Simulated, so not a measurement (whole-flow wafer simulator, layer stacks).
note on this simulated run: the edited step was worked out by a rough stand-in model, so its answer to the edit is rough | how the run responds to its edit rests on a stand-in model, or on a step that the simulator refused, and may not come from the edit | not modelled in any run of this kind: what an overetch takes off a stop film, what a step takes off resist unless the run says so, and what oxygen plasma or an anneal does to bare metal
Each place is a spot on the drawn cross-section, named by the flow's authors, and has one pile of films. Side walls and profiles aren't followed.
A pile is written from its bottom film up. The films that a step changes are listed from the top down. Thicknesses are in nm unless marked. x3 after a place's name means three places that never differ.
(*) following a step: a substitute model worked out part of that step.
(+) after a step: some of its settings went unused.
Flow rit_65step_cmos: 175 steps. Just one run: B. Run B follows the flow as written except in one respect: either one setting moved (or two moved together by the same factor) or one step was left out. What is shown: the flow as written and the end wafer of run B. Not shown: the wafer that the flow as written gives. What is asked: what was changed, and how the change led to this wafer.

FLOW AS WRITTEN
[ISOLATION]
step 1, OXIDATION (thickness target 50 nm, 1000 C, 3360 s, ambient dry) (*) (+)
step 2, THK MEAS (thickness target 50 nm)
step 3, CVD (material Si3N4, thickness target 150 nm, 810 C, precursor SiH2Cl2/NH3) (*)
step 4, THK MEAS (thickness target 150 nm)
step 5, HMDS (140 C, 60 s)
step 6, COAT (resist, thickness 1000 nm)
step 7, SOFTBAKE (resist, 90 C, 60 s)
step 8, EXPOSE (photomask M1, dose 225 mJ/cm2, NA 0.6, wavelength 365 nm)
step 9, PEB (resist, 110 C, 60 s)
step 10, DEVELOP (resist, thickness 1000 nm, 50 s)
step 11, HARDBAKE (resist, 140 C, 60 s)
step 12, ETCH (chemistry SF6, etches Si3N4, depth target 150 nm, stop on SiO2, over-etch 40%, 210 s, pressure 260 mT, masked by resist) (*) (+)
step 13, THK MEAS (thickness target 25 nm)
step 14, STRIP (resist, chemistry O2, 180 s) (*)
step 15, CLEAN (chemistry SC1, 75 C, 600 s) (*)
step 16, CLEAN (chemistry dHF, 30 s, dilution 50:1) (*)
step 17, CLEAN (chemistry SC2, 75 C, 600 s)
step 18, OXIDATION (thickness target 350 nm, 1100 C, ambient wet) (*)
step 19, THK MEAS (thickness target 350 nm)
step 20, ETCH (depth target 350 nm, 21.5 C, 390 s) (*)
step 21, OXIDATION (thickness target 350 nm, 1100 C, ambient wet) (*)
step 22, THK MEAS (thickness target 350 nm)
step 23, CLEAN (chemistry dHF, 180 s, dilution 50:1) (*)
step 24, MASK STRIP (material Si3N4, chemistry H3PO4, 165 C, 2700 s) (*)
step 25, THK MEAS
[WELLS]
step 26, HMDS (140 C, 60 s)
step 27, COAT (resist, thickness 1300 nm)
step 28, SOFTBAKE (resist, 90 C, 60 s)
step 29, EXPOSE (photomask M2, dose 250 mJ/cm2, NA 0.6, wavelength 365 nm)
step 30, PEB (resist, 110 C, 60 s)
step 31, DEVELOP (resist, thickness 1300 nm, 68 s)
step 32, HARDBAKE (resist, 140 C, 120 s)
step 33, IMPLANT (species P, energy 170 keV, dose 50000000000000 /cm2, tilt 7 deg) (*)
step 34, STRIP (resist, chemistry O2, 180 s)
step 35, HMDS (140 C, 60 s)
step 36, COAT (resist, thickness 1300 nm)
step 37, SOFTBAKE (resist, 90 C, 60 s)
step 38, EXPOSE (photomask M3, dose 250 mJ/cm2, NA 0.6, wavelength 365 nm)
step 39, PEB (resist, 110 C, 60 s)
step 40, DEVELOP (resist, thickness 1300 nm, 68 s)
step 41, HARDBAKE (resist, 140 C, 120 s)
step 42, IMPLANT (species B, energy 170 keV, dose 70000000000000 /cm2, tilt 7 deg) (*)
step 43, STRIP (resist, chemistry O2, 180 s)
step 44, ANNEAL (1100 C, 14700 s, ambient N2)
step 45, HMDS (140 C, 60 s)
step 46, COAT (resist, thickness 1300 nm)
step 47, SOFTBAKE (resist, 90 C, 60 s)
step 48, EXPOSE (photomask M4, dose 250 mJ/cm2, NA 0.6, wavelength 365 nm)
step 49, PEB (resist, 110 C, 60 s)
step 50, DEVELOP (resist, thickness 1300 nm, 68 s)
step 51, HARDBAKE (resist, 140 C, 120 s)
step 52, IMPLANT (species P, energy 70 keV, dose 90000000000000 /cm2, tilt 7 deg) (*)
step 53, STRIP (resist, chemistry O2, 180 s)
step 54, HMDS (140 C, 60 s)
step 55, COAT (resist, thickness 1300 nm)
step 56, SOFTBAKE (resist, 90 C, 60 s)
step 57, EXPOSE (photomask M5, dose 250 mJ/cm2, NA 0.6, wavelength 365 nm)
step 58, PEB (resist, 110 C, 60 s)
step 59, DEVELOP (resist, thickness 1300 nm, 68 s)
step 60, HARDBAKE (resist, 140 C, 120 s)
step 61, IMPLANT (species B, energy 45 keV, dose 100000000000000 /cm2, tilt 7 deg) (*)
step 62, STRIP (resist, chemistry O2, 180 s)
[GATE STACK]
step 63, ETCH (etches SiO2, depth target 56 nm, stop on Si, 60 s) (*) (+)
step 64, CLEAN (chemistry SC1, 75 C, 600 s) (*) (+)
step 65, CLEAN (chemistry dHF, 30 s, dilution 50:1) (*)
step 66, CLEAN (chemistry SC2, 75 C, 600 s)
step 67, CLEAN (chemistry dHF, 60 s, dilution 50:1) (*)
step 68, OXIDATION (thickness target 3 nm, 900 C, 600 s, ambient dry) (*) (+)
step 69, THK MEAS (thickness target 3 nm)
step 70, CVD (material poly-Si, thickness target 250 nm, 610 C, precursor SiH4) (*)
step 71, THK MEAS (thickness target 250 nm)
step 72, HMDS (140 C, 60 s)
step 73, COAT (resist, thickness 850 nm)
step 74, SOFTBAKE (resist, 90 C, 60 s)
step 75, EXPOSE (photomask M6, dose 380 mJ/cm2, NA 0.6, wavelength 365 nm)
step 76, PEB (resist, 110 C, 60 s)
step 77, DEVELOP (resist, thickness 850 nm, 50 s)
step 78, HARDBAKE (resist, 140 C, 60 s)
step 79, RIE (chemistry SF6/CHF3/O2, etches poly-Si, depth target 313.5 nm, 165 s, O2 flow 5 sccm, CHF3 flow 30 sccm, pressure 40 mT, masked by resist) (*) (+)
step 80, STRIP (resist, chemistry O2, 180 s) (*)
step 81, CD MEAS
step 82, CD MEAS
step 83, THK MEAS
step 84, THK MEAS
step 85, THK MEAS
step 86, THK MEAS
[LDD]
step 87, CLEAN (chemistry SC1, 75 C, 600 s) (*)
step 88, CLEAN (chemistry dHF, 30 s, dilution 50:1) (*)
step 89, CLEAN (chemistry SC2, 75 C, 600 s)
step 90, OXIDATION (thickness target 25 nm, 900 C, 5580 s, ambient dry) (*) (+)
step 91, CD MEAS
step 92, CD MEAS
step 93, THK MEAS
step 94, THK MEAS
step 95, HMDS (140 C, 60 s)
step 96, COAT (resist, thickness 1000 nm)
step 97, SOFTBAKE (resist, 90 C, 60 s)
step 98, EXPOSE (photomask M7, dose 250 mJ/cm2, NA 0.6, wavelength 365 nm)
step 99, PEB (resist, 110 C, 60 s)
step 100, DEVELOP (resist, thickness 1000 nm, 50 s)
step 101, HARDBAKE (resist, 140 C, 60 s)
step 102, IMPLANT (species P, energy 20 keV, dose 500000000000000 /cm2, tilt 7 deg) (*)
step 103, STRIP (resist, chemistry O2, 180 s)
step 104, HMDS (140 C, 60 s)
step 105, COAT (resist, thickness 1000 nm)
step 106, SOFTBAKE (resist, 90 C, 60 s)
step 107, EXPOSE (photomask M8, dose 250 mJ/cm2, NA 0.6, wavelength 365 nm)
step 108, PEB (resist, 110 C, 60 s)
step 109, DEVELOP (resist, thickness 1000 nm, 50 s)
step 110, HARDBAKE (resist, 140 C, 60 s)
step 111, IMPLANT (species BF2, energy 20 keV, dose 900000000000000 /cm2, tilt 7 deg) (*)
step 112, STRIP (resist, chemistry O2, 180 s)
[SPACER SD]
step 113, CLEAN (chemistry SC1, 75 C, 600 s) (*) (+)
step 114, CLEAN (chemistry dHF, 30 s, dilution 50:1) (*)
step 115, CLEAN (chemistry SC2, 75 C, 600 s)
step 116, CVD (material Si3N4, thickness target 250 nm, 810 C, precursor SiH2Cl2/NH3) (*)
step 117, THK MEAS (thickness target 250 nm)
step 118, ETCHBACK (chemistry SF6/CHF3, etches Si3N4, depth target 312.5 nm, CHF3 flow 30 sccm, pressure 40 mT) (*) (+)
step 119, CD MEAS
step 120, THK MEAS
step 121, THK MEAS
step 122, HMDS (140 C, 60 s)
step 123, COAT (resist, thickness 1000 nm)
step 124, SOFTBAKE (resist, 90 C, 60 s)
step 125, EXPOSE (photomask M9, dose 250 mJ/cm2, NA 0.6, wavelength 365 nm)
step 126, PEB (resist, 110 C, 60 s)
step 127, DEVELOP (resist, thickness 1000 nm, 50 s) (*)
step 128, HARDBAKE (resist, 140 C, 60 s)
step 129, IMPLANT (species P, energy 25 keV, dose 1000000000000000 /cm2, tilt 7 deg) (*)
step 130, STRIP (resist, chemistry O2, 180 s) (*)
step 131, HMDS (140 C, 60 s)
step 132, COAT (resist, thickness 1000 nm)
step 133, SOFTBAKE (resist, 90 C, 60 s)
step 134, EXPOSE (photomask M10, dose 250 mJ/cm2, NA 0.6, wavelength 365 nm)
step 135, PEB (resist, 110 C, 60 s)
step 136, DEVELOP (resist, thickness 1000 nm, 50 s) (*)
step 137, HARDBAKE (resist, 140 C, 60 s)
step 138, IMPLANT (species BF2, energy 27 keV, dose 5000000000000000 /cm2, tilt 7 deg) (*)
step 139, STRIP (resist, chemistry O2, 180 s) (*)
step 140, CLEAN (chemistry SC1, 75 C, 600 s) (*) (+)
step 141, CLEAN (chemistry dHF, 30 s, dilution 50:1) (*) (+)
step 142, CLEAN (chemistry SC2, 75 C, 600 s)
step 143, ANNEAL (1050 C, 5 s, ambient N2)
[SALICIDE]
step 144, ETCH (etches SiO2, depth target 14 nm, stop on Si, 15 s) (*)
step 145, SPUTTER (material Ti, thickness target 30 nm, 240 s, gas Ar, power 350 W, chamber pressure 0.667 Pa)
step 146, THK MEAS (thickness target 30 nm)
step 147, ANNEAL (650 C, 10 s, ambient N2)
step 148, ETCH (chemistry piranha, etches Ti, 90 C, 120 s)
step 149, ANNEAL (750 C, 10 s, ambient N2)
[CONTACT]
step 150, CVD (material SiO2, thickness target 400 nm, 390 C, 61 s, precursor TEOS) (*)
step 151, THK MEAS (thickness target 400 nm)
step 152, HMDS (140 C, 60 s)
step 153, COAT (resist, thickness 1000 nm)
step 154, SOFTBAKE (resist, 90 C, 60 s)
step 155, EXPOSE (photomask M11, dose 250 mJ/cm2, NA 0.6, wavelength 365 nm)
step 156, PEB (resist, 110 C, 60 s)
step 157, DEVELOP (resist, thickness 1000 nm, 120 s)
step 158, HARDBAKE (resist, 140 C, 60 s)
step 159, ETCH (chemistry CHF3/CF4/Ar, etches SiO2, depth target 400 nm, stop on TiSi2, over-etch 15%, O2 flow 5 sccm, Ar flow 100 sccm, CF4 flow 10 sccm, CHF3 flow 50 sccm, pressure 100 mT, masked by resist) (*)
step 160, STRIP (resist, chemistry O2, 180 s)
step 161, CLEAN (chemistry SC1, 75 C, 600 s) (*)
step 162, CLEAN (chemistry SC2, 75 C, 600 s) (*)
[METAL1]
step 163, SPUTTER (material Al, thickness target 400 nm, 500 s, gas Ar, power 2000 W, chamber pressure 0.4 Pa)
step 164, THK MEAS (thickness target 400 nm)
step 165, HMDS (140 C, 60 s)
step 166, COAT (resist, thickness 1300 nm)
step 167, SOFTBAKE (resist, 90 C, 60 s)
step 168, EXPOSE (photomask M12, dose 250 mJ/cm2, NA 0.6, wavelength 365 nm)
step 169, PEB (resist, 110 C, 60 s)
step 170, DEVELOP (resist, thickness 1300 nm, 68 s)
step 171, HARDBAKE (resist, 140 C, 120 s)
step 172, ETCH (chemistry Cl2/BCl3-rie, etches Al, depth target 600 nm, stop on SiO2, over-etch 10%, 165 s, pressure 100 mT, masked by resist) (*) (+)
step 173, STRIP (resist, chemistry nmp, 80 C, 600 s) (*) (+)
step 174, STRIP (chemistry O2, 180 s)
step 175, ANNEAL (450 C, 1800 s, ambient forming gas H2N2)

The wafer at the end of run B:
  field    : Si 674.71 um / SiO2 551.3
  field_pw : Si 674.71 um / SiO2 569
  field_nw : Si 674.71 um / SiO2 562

The reason: step 20, ETCH: 254 s was run, whereas the flow has 390 s.

The path from the change to this, step by step:
  step 20, ETCH (depth target 350 nm, 21.5 C, 390 s) (*)
      field, field_p: SiO2 loses 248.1 (as written it would have been: SiO2 loses 351.3 (all of it), Si loses 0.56)
      field_pw, field_nw: SiO2 loses 248.1 (as written it would have been: SiO2 loses 355.4 (all of it), Si loses 0.49)
      (also at 10 further places)
  step 21, OXIDATION (thickness target 350 nm, 1100 C, ambient wet) (*)
      field, field_p: SiO2 gains 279, Si loses 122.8 (as written it would have been: SiO2 gains 350 (new film), Si loses 154)
      field_pw, field_nw: SiO2 gains 276.6, Si loses 121.7 (as written it would have been: SiO2 gains 350 (new film), Si loses 154)
  step 27, COAT (resist, thickness 1300 nm)
      field_pw, field_nw: resist gains 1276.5 (new film) (as written it would have been: resist gains 1313 (new film))
      field: resist gains 1268.8 (new film) (as written it would have been: resist gains 1315.7 (new film))
      (also at 1 further place)
  step 30, PEB (resist, 110 C, 60 s)
      field, field_p: resist loses 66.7 (as written it would have been: resist loses 69.2)
      field_pw, field_nw: resist loses 67.1 (as written it would have been: resist loses 69.1)
  step 31, DEVELOP (resist, thickness 1300 nm, 68 s)
      field_nw: resist loses 1209.3 (all of it) (as written it would have been: resist loses 1243.9 (all of it))
      field_p: resist loses 1202.1 (all of it) (as written it would have been: resist loses 1246.4 (all of it))
  step 32, HARDBAKE (resist, 140 C, 120 s)
      field: resist loses 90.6 (as written it would have been: resist loses 94)
      field_pw: resist loses 91.2 (as written it would have been: resist loses 93.8)
  step 34, STRIP (resist, chemistry O2, 180 s)
      field: resist loses 1111.4 (all of it) (as written it would have been: resist loses 1152.5 (all of it))
      field_pw: resist loses 1118.2 (all of it) (as written it would have been: resist loses 1150.2 (all of it))
  step 36, COAT (resist, thickness 1300 nm)
      field_pw, field_nw: resist gains 1276.5 (new film) (as written it would have been: resist gains 1313 (new film))
      field: resist gains 1268.8 (new film) (as written it would have been: resist gains 1315.7 (new film))
      (also at 1 further place)
  step 39, PEB (resist, 110 C, 60 s)
      field, field_p: resist loses 66.7 (as written it would have been: resist loses 69.2)
      field_pw, field_nw: resist loses 67.1 (as written it would have been: resist loses 69.1)
  step 40, DEVELOP (resist, thickness 1300 nm, 68 s)
      field: resist loses 1202 (all of it) (as written it would have been: resist loses 1246.5 (all of it))
      field_pw: resist loses 1209.3 (all of it) (as written it would have been: resist loses 1243.9 (all of it))
  step 41, HARDBAKE (resist, 140 C, 120 s)
      field_nw: resist loses 91.2 (as written it would have been: resist loses 93.8)
      field_p: resist loses 90.6 (as written it would have been: resist loses 94)
  step 43, STRIP (resist, chemistry O2, 180 s)
      field_nw: resist loses 1118.2 (all of it) (as written it would have been: resist loses 1150.2 (all of it))
      field_p: resist loses 1111.5 (all of it) (as written it would have been: resist loses 1152.5 (all of it))
  step 46, COAT (resist, thickness 1300 nm)
      field_pw, field_nw: resist gains 1276.5 (new film) (as written it would have been: resist gains 1313 (new film))
      field: resist gains 1268.8 (new film) (as written it would have been: resist gains 1315.7 (new film))
      (also at 1 further place)
  step 49, PEB (resist, 110 C, 60 s)
      field, field_p: resist loses 66.7 (as written it would have been: resist loses 69.2)
      field_pw, field_nw: resist loses 67.1 (as written it would have been: resist loses 69.1)
  step 50, DEVELOP (resist, thickness 1300 nm, 68 s)
      field_nw: resist loses 1209.3 (all of it) (as written it would have been: resist loses 1243.9 (all of it))
      field_p: resist loses 1202.1 (all of it) (as written it would have been: resist loses 1246.4 (all of it))
  step 51, HARDBAKE (resist, 140 C, 120 s)
      field: resist loses 90.6 (as written it would have been: resist loses 94)
      field_pw: resist loses 91.2 (as written it would have been: resist loses 93.8)
  ... 36 further steps ...
  step 170, DEVELOP (resist, thickness 1300 nm, 68 s)
      field: resist loses 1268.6 (all of it) (as written it would have been: resist loses 1316.6 (all of it))
      field_pw: resist loses 1249.8 (all of it) (as written it would have been: resist loses 1285.5 (all of it))
      (also at 2 further places)
